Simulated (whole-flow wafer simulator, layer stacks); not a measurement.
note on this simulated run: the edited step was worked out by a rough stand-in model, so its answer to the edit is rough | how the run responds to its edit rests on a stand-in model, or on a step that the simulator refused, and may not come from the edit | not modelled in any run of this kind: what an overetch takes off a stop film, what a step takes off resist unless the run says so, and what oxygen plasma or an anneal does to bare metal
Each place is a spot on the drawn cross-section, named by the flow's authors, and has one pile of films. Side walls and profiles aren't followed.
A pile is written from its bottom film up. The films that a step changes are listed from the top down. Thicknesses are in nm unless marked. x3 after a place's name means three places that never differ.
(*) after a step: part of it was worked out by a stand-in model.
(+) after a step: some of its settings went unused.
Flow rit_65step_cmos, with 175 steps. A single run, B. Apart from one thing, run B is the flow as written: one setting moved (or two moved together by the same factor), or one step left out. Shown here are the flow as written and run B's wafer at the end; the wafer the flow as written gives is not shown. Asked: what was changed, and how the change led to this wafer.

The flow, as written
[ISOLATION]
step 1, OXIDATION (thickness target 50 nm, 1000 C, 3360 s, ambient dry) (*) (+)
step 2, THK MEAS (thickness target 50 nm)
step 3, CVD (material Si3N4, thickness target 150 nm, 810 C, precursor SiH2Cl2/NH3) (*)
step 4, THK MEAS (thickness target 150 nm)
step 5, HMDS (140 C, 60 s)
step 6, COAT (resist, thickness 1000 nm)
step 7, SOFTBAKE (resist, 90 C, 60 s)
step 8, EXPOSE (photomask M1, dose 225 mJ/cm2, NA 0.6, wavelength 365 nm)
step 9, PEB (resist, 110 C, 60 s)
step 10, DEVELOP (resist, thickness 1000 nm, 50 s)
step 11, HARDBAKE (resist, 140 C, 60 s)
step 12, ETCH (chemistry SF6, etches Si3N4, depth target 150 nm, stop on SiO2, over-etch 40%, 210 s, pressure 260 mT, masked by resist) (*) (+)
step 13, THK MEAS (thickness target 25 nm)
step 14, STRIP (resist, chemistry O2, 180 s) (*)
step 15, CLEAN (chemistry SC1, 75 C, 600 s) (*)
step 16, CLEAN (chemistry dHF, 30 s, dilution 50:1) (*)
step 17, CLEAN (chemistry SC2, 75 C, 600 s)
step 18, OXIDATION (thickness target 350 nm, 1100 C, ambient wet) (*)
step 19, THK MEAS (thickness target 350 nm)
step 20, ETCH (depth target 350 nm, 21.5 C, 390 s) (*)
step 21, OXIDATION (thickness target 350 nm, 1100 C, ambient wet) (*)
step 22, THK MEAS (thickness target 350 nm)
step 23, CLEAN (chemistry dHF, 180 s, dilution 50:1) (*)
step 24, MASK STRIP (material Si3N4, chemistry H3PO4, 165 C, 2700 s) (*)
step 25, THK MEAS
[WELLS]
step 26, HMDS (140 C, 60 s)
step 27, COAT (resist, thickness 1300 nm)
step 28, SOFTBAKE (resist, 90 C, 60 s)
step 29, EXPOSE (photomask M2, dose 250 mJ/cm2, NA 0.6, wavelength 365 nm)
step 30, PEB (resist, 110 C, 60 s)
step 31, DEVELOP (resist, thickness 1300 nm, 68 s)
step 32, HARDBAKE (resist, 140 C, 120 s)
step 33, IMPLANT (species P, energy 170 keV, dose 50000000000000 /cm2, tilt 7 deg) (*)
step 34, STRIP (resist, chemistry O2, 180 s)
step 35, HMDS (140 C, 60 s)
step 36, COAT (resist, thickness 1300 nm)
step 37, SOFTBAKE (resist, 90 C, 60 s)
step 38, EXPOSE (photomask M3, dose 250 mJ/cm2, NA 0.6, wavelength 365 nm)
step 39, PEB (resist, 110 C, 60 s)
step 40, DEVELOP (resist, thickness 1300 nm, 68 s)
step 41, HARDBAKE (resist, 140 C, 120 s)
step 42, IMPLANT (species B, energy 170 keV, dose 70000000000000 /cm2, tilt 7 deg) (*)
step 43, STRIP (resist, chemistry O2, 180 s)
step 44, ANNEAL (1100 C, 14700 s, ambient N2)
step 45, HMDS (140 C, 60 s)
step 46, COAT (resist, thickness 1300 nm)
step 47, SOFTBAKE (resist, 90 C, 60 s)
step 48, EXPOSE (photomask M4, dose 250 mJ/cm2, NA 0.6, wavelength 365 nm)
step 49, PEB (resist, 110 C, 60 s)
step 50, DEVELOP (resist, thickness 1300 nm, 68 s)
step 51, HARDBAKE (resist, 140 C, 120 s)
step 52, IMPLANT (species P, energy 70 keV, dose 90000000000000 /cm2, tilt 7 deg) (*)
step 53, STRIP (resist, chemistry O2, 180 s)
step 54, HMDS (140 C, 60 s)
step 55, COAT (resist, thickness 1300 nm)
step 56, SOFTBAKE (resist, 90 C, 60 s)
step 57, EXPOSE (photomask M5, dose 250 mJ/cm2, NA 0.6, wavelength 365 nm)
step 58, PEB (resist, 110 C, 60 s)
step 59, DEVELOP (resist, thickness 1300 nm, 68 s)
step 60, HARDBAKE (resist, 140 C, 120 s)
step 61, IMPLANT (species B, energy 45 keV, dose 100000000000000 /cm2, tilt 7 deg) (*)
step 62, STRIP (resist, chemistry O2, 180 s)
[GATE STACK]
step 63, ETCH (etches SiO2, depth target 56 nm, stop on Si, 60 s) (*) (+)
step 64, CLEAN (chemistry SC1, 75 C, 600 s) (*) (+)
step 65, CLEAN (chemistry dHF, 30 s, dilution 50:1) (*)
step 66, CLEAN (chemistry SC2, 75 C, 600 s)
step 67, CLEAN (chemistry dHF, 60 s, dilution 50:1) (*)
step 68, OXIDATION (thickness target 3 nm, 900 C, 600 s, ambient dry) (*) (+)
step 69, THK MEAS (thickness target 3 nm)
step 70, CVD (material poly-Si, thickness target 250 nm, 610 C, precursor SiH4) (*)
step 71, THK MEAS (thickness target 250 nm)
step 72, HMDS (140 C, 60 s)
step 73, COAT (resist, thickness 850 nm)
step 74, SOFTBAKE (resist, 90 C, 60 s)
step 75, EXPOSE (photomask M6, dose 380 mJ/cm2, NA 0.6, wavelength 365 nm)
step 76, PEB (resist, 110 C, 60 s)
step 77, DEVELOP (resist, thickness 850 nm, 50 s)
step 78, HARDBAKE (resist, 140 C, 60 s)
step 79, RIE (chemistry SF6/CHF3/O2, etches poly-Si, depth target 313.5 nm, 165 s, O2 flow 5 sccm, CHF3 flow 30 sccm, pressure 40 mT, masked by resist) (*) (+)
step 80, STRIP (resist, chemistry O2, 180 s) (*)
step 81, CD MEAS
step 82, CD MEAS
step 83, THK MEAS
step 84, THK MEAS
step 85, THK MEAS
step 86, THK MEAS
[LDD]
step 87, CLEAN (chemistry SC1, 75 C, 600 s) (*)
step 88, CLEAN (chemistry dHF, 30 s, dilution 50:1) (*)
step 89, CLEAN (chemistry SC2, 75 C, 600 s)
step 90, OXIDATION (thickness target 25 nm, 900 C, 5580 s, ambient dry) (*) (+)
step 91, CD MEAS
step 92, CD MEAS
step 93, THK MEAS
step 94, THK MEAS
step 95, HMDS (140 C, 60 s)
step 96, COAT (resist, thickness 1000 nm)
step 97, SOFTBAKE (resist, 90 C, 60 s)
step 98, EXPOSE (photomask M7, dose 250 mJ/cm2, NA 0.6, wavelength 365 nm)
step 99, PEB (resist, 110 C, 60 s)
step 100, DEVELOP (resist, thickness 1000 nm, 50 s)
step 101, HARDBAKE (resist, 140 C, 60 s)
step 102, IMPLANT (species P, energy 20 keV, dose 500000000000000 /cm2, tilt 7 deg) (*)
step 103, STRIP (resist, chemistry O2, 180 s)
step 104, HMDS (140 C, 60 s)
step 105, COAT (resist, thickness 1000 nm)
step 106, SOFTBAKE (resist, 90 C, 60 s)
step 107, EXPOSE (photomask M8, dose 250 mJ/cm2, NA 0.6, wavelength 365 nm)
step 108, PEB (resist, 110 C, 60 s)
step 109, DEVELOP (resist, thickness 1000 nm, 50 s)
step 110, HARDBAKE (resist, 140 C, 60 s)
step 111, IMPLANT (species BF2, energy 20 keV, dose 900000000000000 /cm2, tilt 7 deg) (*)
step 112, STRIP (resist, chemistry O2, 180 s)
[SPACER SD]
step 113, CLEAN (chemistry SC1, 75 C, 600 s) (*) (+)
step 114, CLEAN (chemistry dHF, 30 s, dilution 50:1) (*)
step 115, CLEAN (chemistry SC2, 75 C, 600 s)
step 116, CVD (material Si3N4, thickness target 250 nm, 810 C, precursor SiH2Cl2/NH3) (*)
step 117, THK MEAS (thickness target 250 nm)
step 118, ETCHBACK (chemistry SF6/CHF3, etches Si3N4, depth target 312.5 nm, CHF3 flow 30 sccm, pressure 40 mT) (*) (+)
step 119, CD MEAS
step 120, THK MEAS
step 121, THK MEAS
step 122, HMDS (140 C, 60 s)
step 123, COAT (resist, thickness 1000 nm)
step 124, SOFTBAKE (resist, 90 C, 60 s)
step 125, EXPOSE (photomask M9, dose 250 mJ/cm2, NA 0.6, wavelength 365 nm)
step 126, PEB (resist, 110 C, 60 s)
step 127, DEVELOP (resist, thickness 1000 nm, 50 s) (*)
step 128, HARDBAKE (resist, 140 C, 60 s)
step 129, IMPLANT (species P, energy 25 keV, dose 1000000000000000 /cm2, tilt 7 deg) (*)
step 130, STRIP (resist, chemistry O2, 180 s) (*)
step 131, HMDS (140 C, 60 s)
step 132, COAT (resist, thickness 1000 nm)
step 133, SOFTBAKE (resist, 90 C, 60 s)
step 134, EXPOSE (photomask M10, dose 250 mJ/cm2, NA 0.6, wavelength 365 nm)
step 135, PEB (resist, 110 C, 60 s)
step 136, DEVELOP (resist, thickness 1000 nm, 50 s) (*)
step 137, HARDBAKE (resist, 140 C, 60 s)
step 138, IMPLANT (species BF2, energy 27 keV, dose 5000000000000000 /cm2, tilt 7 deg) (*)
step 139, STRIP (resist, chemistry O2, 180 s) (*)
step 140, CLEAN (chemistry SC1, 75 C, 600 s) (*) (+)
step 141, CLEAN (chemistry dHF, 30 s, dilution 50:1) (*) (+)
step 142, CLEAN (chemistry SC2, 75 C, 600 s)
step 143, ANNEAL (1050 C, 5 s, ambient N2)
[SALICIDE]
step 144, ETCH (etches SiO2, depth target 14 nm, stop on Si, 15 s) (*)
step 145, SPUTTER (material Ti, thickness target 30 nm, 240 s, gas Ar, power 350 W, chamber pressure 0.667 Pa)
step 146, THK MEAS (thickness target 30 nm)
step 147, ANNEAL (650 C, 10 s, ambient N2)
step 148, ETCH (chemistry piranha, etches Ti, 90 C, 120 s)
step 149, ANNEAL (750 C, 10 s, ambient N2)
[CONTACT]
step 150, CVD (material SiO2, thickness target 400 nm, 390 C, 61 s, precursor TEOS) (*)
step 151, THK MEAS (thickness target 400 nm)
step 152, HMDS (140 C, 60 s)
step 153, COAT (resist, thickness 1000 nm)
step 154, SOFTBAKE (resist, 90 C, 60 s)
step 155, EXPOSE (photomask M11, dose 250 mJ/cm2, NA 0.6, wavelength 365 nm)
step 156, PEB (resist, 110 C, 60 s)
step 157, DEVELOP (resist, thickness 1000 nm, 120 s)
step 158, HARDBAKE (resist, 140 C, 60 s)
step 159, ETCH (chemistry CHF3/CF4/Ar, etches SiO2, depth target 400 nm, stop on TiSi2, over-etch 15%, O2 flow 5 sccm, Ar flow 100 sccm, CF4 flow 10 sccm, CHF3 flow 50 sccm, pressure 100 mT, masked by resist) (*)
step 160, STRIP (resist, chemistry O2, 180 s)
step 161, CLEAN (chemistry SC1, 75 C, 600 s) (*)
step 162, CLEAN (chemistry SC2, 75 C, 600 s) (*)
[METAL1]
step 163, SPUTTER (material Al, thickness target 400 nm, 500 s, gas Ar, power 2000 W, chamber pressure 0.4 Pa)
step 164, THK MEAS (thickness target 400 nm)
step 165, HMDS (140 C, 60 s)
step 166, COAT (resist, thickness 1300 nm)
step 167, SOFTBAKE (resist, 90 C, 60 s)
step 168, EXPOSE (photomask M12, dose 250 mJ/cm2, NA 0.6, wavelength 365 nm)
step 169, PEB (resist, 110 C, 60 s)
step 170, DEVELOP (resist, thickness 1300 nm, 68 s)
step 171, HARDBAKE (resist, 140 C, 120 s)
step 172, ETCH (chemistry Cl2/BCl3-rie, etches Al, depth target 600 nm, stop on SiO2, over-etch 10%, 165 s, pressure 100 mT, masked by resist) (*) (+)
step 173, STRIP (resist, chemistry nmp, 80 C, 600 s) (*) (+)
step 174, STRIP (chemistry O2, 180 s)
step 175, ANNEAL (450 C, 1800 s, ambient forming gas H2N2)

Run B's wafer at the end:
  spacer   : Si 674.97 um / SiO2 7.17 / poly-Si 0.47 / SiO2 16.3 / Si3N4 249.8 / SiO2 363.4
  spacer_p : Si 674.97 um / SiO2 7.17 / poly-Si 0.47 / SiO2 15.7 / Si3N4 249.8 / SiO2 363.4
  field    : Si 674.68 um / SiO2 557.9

What caused this: step 70, CVD: thickness target 331 nm was run, while the flow as written has thickness target 250 nm.

Step by step, how the change led to this:
  step 70, CVD (material poly-Si, thickness target 250 nm, 610 C, precursor SiH4) (*)
      field, field_pw, field_nw and 11 more: poly-Si gains 331 (new film) (as written it would have been: poly-Si gains 250 (new film))
  step 79, RIE (chemistry SF6/CHF3/O2, etches poly-Si, depth target 313.5 nm, 165 s, O2 flow 5 sccm, CHF3 flow 30 sccm, pressure 40 mT, masked by resist) (*) (+)
      active_n, active_p, spacer, spacer_p, sd_n, sd_p, contact, m1: poly-Si loses 313.5 (as written it would have been: poly-Si loses 250 (all of it), SiO2 loses 7.17 (all of it))
      field, field_pw, field_nw, field_p: poly-Si loses 313.5 (as written it would have been: poly-Si loses 250 (all of it), SiO2 loses 10.9)
  step 80, STRIP (resist, chemistry O2, 180 s) (*)
      active_n, active_p, spacer, spacer_p, sd_n, sd_p, contact, m1: chemical SiO2 gains 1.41 (new film), poly-Si loses 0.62 (as written it would have been: chemical SiO2 gains 1.41 (new film), Si loses 0.62)
      field, field_pw, field_nw, field_p: chemical SiO2 gains 1.41 (new film), poly-Si loses 0.62 (as written it would have been: nothing)
  step 87, CLEAN (chemistry SC1, 75 C, 600 s) (*)
      active_n, active_p, spacer, spacer_p, sd_n, sd_p, contact, m1: chemical SiO2 loses 0.81, poly-Si loses 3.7 (as written it would have been: chemical SiO2 loses 0.81, Si loses 3.7)
      field, field_pw, field_nw, field_p: chemical SiO2 loses 0.81, poly-Si loses 3.7 (as written it would have been: SiO2 loses 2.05)
  step 88, CLEAN (chemistry dHF, 30 s, dilution 50:1) (*)
      field, field_pw, field_nw, field_p: chemical SiO2 loses 0.6 (all of it) (as written it would have been: SiO2 loses 2.78)
  step 90, OXIDATION (thickness target 25 nm, 900 C, 5580 s, ambient dry) (*) (+)
      active_n, active_p, spacer, spacer_p, sd_n, sd_p, contact, m1: SiO2 gains 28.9 (new film), chemical SiO2 loses 0.4 (all of it), poly-Si loses 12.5 (as written it would have been: SiO2 gains 26.5 (new film), chemical SiO2 loses 0.4 (all of it), Si loses 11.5)
      field, field_pw: SiO2 gains 28.9 (new film), chemical SiO2 loses 0.4 (all of it), poly-Si loses 12.5 (as written it would have been: SiO2 gains 6.57, Si loses 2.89)
      (also at 2 further places)
  step 96, COAT (resist, thickness 1000 nm)
      gate_n: resist gains 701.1 (new film) (as written it would have been: resist gains 750.6 (new film))
      gate_p: resist gains 701 (new film) (as written it would have been: resist gains 750.6 (new film))
  step 99, PEB (resist, 110 C, 60 s)
      gate_n, gate_p: resist loses 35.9 (as written it would have been: resist loses 38.6)
  step 100, DEVELOP (resist, thickness 1000 nm, 50 s)
      gate_n: resist loses 665.1 (all of it) (as written it would have been: resist loses 712.1 (all of it))
  step 101, HARDBAKE (resist, 140 C, 60 s)
      gate_p: resist loses 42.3 (as written it would have been: resist loses 45.8)
  step 103, STRIP (resist, chemistry O2, 180 s)
      gate_p: resist loses 622.8 (all of it) (as written it would have been: resist loses 666.3 (all of it))
  step 105, COAT (resist, thickness 1000 nm)
      gate_n: resist gains 701.1 (new film) (as written it would have been: resist gains 750.6 (new film))
      gate_p: resist gains 701 (new film) (as written it would have been: resist gains 750.6 (new film))
  step 108, PEB (resist, 110 C, 60 s)
      gate_n, gate_p: resist loses 35.9 (as written it would have been: resist loses 38.6)
  step 109, DEVELOP (resist, thickness 1000 nm, 50 s)
      gate_p: resist loses 665.1 (all of it) (as written it would have been: resist loses 712.1 (all of it))
  step 110, HARDBAKE (resist, 140 C, 60 s)
      gate_n: resist loses 42.3 (as written it would have been: resist loses 45.8)
  step 112, STRIP (resist, chemistry O2, 180 s)
      gate_n: resist loses 622.8 (all of it) (as written it would have been: resist loses 666.3 (all of it))
  ... 17 further steps ...
  step 170, DEVELOP (resist, thickness 1300 nm, 68 s)
      gate_n: resist loses 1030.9 (all of it) (as written it would have been: resist loses 1072.6 (all of it))
      gate_p: resist loses 1034.5 (all of it) (as written it would have been: resist loses 1076.3 (all of it))
      (also at 2 further places)
